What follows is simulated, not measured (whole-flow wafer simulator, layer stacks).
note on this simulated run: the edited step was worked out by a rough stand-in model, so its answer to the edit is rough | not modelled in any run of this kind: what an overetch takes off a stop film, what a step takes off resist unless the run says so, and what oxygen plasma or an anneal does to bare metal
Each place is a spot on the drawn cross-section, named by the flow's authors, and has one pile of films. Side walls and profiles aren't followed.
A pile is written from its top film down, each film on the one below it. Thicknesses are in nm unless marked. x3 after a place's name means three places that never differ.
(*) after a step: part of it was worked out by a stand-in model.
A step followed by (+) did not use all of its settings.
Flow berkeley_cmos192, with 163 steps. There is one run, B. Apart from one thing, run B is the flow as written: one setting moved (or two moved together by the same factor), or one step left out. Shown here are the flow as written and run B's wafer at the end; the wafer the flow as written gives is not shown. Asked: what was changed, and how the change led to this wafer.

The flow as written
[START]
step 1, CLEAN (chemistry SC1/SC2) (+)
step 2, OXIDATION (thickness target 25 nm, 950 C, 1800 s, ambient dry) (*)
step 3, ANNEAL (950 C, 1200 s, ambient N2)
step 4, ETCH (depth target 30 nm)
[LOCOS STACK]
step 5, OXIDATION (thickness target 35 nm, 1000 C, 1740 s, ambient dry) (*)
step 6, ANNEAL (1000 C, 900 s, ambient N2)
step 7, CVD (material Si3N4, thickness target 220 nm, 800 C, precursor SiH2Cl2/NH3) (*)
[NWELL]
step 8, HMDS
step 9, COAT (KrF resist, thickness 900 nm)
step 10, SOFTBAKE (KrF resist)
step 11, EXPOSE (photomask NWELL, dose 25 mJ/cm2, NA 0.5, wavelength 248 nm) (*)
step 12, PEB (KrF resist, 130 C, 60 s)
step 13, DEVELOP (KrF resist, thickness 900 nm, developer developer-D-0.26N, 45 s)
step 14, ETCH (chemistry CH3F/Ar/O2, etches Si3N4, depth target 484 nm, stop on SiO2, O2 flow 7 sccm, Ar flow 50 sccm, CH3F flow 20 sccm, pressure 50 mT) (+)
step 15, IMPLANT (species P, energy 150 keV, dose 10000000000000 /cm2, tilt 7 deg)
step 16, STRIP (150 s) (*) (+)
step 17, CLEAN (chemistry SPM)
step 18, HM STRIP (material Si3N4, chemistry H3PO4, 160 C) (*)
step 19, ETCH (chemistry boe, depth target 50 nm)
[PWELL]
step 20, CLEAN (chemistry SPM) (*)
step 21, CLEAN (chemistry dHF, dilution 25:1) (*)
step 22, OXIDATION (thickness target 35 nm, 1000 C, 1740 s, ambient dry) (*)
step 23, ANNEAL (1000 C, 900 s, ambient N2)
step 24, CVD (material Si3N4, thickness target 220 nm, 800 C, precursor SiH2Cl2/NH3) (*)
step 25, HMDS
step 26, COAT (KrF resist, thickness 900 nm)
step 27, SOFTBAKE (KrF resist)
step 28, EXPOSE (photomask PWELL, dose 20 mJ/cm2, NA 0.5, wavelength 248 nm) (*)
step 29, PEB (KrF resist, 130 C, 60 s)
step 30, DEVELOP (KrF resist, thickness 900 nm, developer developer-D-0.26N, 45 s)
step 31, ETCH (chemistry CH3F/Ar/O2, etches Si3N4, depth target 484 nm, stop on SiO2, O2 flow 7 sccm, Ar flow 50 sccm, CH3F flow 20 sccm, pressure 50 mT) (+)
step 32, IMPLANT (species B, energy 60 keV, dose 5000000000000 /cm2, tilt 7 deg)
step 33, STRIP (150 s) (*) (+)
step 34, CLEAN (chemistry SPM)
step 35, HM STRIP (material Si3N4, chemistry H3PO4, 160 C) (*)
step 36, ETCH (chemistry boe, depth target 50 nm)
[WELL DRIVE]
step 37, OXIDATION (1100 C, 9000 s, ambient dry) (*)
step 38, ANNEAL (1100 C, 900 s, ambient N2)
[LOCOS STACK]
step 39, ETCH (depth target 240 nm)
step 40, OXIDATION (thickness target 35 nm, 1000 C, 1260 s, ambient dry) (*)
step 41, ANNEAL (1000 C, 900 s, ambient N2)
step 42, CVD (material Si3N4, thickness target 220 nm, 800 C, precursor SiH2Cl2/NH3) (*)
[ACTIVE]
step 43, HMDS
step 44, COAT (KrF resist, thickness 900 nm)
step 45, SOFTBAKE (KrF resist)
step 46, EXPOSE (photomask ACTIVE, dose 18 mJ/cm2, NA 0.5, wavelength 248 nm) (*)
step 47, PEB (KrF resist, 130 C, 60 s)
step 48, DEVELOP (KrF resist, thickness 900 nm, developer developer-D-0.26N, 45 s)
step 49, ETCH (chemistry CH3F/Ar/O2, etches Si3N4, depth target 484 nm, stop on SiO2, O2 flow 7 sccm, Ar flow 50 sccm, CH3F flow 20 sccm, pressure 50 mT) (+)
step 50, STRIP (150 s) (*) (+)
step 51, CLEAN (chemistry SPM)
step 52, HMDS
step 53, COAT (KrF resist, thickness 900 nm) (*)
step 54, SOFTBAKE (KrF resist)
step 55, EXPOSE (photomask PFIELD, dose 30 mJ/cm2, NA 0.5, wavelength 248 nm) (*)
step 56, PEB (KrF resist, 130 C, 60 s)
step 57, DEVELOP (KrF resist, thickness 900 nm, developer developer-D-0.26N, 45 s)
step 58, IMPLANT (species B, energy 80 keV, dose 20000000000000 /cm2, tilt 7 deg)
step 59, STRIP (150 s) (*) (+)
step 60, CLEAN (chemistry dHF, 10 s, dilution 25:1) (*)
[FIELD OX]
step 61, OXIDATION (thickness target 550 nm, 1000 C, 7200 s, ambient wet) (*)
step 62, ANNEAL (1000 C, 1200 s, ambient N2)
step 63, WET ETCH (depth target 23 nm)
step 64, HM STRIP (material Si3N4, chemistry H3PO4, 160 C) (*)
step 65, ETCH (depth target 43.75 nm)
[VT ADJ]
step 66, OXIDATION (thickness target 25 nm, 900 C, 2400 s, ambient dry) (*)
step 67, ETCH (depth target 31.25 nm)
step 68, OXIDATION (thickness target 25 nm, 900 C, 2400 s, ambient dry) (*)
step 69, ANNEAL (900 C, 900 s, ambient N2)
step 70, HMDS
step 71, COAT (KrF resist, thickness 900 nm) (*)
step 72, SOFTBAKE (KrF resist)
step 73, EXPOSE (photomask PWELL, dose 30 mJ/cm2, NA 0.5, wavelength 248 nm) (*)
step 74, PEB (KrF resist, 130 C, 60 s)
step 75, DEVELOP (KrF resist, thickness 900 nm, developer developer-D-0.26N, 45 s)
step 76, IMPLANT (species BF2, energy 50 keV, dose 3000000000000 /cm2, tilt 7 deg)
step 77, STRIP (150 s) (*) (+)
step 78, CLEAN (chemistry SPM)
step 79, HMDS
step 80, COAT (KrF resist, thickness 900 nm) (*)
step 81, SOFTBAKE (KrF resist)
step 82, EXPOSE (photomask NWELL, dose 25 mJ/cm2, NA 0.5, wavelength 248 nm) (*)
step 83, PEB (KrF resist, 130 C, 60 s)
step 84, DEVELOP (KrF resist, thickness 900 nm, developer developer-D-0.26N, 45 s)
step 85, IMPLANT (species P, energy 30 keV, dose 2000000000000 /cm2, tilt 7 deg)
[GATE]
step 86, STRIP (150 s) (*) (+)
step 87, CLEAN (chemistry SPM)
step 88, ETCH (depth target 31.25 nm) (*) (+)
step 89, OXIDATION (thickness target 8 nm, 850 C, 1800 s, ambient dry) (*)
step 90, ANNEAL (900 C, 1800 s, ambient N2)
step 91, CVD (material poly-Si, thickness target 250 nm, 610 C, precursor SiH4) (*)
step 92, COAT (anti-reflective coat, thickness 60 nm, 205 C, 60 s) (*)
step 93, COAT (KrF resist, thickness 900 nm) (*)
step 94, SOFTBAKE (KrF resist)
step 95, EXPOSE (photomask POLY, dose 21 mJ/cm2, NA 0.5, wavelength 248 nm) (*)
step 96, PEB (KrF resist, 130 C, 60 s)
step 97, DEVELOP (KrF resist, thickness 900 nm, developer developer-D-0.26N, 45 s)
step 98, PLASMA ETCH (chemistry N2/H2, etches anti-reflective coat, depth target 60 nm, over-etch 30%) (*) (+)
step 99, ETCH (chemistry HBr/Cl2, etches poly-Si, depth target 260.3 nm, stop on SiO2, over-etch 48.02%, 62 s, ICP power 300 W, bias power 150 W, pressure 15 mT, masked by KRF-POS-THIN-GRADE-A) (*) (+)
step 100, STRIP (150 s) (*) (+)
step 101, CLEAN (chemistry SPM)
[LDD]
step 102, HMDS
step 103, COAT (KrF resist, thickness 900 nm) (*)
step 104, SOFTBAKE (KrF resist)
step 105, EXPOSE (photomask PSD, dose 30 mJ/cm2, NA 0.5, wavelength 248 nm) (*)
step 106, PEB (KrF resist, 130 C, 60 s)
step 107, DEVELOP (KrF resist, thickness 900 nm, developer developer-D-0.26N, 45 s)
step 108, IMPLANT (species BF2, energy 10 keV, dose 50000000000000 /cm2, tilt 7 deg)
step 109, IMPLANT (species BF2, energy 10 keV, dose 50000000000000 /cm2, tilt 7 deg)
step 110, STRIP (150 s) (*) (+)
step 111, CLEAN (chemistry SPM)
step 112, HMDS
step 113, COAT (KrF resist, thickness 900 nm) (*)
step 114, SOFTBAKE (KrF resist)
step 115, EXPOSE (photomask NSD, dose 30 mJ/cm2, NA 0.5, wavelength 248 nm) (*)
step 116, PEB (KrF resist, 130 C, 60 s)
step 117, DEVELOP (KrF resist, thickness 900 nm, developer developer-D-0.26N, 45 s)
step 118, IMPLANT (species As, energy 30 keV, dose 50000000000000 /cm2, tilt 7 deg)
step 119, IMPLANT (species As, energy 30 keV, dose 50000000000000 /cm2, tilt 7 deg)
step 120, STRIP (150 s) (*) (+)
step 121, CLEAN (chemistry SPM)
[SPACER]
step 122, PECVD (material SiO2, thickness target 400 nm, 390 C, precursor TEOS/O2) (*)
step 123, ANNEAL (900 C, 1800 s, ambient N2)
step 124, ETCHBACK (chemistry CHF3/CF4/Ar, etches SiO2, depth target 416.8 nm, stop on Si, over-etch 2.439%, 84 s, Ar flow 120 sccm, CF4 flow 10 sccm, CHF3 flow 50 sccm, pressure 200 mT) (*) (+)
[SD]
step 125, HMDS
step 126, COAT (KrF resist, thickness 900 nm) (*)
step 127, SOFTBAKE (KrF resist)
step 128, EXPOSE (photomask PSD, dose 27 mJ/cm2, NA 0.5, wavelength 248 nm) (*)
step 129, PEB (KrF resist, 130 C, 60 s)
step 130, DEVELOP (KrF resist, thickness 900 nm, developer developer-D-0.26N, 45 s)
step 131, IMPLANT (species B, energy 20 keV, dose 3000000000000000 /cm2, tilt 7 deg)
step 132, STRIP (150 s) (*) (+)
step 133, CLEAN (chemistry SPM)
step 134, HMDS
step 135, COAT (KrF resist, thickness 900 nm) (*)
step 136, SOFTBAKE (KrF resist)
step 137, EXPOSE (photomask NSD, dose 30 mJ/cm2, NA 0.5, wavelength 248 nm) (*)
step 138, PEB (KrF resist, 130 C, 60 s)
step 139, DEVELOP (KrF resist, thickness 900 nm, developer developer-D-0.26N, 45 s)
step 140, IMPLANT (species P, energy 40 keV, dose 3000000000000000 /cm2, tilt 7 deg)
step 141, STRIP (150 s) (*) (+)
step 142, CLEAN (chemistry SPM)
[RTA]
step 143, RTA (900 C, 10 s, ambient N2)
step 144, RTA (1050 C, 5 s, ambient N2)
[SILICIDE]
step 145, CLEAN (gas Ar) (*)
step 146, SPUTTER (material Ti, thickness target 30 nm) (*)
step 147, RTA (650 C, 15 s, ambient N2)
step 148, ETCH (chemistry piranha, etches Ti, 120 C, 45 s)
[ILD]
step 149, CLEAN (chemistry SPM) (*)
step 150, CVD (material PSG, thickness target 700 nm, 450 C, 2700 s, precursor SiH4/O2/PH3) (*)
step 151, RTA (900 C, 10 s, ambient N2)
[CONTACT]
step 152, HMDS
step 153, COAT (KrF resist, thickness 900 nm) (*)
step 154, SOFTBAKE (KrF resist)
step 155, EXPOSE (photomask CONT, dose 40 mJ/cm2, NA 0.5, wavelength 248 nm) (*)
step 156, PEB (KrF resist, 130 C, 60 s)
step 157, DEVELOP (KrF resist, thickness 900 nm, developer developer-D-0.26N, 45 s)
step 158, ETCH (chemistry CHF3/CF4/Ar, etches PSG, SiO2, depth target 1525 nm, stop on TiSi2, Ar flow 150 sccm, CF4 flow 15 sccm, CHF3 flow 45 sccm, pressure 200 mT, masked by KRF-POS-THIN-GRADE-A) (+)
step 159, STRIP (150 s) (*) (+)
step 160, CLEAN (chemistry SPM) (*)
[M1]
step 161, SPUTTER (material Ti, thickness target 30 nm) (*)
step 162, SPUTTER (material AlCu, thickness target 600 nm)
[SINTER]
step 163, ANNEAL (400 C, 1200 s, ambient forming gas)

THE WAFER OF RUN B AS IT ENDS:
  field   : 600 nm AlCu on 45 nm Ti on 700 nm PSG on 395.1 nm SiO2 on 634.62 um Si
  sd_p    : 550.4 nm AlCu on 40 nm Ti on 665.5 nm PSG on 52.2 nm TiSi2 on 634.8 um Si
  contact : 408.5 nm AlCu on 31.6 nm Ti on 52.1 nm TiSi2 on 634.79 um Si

The reason: step 161, SPUTTER: thickness target 45 nm was run, whereas the flow has thickness target 30 nm.
The wafer itself shows it: field has Ti 45, and step 161 as written asks for 30 nm.

The path from the change to this, step by step:
  step 161, SPUTTER (material Ti, thickness target 30 nm) (*)
      field, sd_n, spacer_n, gate, spacer_p, gate_p, m1: +45 Ti (new film) (as written it would have been: +30 Ti (new film))
      sd_p: +40 Ti (new film) (as written it would have been: +26.6 Ti (new film))
      (as well as at 1 more place)
